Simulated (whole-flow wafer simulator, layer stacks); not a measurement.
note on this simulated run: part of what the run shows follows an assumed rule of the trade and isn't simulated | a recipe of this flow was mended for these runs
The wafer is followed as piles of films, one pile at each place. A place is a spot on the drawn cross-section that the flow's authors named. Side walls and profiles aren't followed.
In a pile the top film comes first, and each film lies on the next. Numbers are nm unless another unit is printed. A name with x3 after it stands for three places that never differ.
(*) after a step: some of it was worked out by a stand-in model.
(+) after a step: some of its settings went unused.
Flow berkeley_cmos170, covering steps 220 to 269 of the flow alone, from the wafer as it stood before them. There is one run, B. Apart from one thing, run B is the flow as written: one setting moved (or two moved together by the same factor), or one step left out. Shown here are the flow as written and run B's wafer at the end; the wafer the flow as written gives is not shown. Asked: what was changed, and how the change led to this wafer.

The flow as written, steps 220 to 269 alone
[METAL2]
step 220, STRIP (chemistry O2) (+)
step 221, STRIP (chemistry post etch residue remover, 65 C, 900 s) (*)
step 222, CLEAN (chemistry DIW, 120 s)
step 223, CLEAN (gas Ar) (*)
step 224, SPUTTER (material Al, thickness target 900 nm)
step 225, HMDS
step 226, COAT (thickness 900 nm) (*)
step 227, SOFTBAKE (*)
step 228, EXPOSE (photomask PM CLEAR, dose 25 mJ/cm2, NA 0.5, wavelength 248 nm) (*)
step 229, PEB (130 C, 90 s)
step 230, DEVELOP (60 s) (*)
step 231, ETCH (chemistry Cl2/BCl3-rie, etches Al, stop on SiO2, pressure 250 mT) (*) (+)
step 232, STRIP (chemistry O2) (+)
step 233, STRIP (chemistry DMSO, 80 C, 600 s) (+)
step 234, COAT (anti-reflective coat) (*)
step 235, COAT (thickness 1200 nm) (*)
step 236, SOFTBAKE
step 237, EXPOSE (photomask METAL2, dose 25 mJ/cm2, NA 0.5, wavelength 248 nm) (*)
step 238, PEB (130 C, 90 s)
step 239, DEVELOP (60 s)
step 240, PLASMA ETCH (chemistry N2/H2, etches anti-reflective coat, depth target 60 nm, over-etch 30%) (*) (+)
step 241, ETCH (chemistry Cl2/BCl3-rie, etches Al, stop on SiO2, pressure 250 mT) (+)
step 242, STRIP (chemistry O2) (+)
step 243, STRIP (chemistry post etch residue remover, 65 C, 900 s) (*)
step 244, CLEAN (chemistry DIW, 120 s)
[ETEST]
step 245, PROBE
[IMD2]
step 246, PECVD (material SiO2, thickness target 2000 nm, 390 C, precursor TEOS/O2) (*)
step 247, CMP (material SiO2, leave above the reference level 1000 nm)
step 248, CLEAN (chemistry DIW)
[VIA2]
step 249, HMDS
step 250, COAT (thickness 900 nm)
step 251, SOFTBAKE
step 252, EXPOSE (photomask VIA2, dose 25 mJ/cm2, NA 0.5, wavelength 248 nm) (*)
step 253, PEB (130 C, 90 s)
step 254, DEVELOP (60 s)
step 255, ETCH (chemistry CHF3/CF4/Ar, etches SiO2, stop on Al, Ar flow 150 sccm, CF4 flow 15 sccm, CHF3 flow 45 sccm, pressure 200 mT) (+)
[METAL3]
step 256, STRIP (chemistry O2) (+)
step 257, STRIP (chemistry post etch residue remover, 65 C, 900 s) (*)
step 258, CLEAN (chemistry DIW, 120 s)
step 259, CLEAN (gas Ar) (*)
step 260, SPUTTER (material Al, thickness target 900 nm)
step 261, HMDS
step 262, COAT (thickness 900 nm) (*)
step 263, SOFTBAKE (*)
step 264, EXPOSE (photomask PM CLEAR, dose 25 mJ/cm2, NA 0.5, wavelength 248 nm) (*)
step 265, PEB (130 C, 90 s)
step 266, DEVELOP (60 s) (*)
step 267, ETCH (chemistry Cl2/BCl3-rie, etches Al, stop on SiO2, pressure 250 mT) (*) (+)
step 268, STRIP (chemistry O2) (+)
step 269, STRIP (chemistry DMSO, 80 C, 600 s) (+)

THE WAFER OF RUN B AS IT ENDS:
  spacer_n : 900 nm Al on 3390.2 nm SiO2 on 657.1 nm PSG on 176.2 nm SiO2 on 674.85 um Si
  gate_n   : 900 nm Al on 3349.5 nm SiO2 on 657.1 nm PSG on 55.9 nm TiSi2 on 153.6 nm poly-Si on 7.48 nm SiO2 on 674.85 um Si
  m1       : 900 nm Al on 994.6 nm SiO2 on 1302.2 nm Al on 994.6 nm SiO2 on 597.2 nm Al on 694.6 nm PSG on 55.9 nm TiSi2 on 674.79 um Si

What caused this: step 224, SPUTTER: thickness target 1305 nm was run, while the flow as written has thickness target 900 nm.

The path from the change to this, step by step:
  step 224, SPUTTER (material Al, thickness target 900 nm)
      field, mark, sd_n and 9 more: Al gains 1305 (new film) (as written it would have been: Al gains 900 (new film))
      via1: Al gains 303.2 (as written it would have been: Al gains 259.4)
  step 226, COAT (thickness 900 nm) (*)
      via1: KrF-resist gains 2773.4 (new film) (as written it would have been: KrF-resist gains 2428.6 (new film))
  step 229, PEB (130 C, 90 s)
      via1: KrF-resist loses 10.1 (as written it would have been: KrF-resist loses 7.55)
  step 231, ETCH (chemistry Cl2/BCl3-rie, etches Al, stop on SiO2, pressure 250 mT) (*) (+)
      field, sd_n, spacer_n and 9 more: KrF-resist loses 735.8 (as written it would have been: KrF-resist loses 533.3)
      mark: Al loses 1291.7 (all of it), SiO2 loses 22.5 (as written it would have been: Al loses 886.7 (all of it), SiO2 loses 22.5)
  step 232, STRIP (chemistry O2) (+)
      spacer_n, gate_n: KrF-resist loses 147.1 (all of it) (as written it would have been: KrF-resist loses 349.7 (all of it))
      spacer_p, gate_p: KrF-resist loses 146.9 (all of it) (as written it would have been: KrF-resist loses 349.4 (all of it))
      (as well as at 8 more places)
  step 234, COAT (anti-reflective coat) (*)
      via1: anti-reflective coat gains 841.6 (new film) (as written it would have been: anti-reflective coat gains 671.1 (new film))
  step 235, COAT (thickness 1200 nm) (*)
      m1: KrF-resist gains 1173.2 (new film) (as written it would have been: KrF-resist gains 1209.1 (new film))
      via1: KrF-resist gains 2332.2 (new film) (as written it would have been: KrF-resist gains 2189 (new film))
      (as well as at 1 more place)
  step 238, PEB (130 C, 90 s)
      via1: KrF-resist loses 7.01 (as written it would have been: KrF-resist loses 6.08)
  step 241, ETCH (chemistry Cl2/BCl3-rie, etches Al, stop on SiO2, pressure 250 mT) (+)
      field, sd_n, spacer_n, gate_n, sd_p, spacer_p, gate_p: Al loses 1305 (all of it), SiO2 loses 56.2 (as written it would have been: Al loses 900 (all of it), SiO2 loses 56.2)
      contact, m1, via1, m2, via2: KrF-resist loses 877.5 (as written it would have been: KrF-resist loses 675)
      (as well as at 1 more place)
  step 242, STRIP (chemistry O2) (+)
      contact: KrF-resist loses 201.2 (all of it), anti-reflective coat loses 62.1 (all of it) (as written it would have been: KrF-resist loses 412 (all of it), anti-reflective coat loses 62.1 (all of it))
      m1: KrF-resist loses 194.9 (all of it), anti-reflective coat loses 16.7 (all of it) (as written it would have been: KrF-resist loses 433.1 (all of it), anti-reflective coat loses 16.6 (all of it))
      (as well as at 3 more places)
  step 246, PECVD (material SiO2, thickness target 2000 nm, 390 C, precursor TEOS/O2) (*)
      via1: SiO2 gains 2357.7 (new film), void gains 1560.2 (new film), SiO2 gains 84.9 (new film) (as written it would have been: SiO2 gains 3103.6 (new film), void gains 387 (new film), SiO2 gains 151 (new film))
  step 247, CMP (material SiO2, leave above the reference level 1000 nm)
      field, sd_n, spacer_n, gate_n, sd_p, spacer_p, gate_p: nothing (as written it would have been: SiO2 loses 46.6)
  step 250, COAT (thickness 900 nm)
      sd_n: KrF-resist gains 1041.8 (new film) (as written it would have been: KrF-resist gains 900 (new film))
      contact: KrF-resist gains 766.9 (new film) (as written it would have been: KrF-resist gains 900 (new film))
      (as well as at 4 more places)
  step 254, DEVELOP (60 s)
      via2: KrF-resist loses 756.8 (all of it) (as written it would have been: KrF-resist loses 898 (all of it))
  step 256, STRIP (chemistry O2) (+)
      sd_n: KrF-resist loses 749.1 (all of it) (as written it would have been: KrF-resist loses 607.6 (all of it))
      sd_p: KrF-resist loses 620.1 (all of it) (as written it would have been: KrF-resist loses 607.6 (all of it))
      (as well as at 6 more places)
  step 262, COAT (thickness 900 nm) (*)
      sd_n: KrF-resist gains 1040 (new film) (as written it would have been: KrF-resist gains 899.3 (new film))
      contact: KrF-resist gains 756.5 (new film) (as written it would have been: KrF-resist gains 898.4 (new film))
      (as well as at 4 more places)
  ... 1 further step ...
  step 268, STRIP (chemistry O2) (+)
      sd_n: KrF-resist loses 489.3 (all of it) (as written it would have been: KrF-resist loses 349 (all of it))
      sd_p: KrF-resist loses 359.9 (all of it) (as written it would have been: KrF-resist loses 349.5 (all of it))
      (as well as at 7 more places)
